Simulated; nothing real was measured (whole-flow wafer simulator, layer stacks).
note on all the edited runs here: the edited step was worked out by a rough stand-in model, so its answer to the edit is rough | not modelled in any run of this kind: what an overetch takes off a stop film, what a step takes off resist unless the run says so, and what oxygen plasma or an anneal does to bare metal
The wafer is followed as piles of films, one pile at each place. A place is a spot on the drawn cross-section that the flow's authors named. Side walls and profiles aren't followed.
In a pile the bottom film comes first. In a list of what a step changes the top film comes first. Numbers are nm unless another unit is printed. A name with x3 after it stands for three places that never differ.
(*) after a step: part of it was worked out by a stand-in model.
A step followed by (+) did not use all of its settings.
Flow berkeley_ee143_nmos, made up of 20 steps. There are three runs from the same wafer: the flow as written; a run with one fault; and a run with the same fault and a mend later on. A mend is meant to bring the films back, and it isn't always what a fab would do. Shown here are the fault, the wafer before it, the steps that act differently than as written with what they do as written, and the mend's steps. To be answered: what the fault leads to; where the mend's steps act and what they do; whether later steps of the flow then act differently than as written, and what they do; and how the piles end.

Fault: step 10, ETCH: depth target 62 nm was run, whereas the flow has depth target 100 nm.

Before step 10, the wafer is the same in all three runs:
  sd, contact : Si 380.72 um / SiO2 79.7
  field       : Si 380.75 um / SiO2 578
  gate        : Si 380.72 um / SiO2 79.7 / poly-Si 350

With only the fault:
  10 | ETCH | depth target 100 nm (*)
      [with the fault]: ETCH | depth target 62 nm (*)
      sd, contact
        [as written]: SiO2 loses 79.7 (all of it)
        [with the fault]: SiO2 loses 62
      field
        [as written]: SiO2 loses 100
        [with the fault]: SiO2 loses 62
  Later steps of the flow acting differently than as written:
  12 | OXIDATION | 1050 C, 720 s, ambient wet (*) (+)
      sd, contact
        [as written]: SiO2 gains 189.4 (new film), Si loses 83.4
        [with the fault]: SiO2 gains 179, Si loses 78.8
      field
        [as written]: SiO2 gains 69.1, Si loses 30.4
        [with the fault]: SiO2 gains 65.5, Si loses 28.8
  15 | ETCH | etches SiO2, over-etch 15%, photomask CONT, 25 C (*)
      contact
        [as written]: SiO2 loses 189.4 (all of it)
        [with the fault]: SiO2 loses 196.7 (all of it)
  At sd, field, the piles at the end differ from the flow's by more than 2% or 0.5 nm, whichever is larger.
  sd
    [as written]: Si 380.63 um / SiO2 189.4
    [with the fault]: Si 380.64 um / SiO2 196.7
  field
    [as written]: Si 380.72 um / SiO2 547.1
    [with the fault]: Si 380.72 um / SiO2 581.5

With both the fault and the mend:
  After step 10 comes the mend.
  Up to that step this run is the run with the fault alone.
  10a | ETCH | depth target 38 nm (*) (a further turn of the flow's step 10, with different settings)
      sd, contact
        SiO2 loses 17.7 (all of it)
      field
        SiO2 loses 38
  Every later step of the flow that is run acts as written at every place that is followed.
  The piles end the same as the flow's at every place that both follow.
